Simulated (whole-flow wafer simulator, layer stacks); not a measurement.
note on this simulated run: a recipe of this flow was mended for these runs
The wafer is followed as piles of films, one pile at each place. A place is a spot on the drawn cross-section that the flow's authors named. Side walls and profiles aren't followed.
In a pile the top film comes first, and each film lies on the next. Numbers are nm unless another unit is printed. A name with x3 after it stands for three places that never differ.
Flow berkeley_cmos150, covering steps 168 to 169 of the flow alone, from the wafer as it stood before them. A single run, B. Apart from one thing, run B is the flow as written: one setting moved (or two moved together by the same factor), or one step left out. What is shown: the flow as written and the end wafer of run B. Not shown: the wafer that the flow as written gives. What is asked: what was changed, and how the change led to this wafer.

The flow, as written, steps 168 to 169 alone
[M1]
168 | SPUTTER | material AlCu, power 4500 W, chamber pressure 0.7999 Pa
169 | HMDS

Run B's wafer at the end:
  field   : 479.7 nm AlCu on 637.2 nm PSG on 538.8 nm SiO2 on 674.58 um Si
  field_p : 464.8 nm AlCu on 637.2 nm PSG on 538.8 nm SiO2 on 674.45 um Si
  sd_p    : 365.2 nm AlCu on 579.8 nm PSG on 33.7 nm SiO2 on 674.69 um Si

What caused this: step 168, SPUTTER: power 3420 W was run, while the flow as written has power 4500 W.

Step by step, how the change led to this:
  168 | SPUTTER | material AlCu, power 4500 W, chamber pressure 0.7999 Pa
      field, sd_n, gate_n, m1: +479.7 AlCu (new film) (in the flow as written it would be: +626.1 AlCu (new film))
      field_p: +464.8 AlCu (new film) (in the flow as written it would be: +619.8 AlCu (new film))
      (as well as at 3 more places)
